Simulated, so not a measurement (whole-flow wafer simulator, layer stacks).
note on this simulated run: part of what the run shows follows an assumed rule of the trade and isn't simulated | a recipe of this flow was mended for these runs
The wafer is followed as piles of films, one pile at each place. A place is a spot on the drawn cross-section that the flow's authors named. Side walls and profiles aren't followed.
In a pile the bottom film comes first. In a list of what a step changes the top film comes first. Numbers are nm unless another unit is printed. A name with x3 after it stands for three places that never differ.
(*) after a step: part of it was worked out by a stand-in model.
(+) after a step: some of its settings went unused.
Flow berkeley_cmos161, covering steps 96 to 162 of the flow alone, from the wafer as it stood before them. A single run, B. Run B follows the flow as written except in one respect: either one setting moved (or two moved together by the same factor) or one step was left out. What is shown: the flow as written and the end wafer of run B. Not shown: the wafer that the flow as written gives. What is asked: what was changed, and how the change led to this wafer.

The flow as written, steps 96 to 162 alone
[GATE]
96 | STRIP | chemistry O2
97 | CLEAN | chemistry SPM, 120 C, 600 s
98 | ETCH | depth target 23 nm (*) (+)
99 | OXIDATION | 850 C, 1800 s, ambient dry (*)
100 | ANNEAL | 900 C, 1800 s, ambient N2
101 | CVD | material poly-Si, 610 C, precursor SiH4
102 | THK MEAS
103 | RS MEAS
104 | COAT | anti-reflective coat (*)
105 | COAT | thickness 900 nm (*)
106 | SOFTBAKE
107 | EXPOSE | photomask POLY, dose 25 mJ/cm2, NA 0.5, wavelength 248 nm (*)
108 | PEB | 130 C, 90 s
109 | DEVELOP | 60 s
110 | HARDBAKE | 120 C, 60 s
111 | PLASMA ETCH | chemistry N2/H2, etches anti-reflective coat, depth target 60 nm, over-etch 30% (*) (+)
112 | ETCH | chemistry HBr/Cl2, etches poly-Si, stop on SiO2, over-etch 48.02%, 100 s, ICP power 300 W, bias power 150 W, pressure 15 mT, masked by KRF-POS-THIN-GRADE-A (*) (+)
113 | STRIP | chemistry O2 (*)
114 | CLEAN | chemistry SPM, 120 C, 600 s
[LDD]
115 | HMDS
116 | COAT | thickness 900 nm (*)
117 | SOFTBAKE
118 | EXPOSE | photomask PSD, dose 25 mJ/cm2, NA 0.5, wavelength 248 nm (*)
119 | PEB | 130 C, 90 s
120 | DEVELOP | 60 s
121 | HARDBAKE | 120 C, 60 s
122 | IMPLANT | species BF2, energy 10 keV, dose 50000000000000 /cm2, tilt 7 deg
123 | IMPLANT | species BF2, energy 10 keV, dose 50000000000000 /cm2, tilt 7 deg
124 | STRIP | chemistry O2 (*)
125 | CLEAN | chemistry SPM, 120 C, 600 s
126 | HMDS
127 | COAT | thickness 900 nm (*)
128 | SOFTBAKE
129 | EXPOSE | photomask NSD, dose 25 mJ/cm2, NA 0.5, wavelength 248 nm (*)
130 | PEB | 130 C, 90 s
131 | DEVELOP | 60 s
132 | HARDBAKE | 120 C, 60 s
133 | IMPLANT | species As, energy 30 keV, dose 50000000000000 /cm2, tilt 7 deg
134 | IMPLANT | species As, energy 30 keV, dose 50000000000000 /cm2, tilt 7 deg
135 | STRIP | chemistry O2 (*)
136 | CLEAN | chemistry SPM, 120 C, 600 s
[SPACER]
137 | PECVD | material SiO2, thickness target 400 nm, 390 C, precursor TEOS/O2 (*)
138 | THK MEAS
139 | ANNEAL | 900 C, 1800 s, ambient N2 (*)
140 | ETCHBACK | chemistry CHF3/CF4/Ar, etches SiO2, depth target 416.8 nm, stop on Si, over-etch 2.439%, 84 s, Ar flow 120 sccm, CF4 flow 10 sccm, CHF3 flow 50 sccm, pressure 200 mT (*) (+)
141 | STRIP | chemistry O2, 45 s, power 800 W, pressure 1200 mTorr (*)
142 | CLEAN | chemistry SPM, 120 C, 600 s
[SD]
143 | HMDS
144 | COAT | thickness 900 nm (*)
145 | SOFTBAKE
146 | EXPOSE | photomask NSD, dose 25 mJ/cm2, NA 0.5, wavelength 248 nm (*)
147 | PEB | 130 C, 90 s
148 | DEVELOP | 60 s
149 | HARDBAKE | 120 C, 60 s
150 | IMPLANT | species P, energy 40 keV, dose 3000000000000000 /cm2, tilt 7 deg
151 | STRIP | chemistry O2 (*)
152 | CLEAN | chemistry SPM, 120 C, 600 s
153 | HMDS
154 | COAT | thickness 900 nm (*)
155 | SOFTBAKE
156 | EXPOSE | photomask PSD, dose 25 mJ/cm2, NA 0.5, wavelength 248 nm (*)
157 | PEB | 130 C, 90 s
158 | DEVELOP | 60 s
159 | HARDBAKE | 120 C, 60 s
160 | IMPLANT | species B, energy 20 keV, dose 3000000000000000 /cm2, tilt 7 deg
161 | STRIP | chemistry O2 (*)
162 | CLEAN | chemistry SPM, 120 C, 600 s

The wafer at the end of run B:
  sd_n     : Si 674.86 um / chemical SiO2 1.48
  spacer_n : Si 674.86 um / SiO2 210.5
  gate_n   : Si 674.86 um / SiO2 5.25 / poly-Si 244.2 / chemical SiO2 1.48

Cause: step 99, OXIDATION: 815 C was run, though the flow has 850 C.

The path from the change to this, step by step:
  99 | OXIDATION | 850 C, 1800 s, ambient dry (*)
      sd_n, spacer_n, gate_n, sd_p, spacer_p, gate_p, contact, m1: +5.25 SiO2 (new film), -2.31 Si (in the flow as written it would be: +7.48 SiO2 (new film), -3.29 Si)
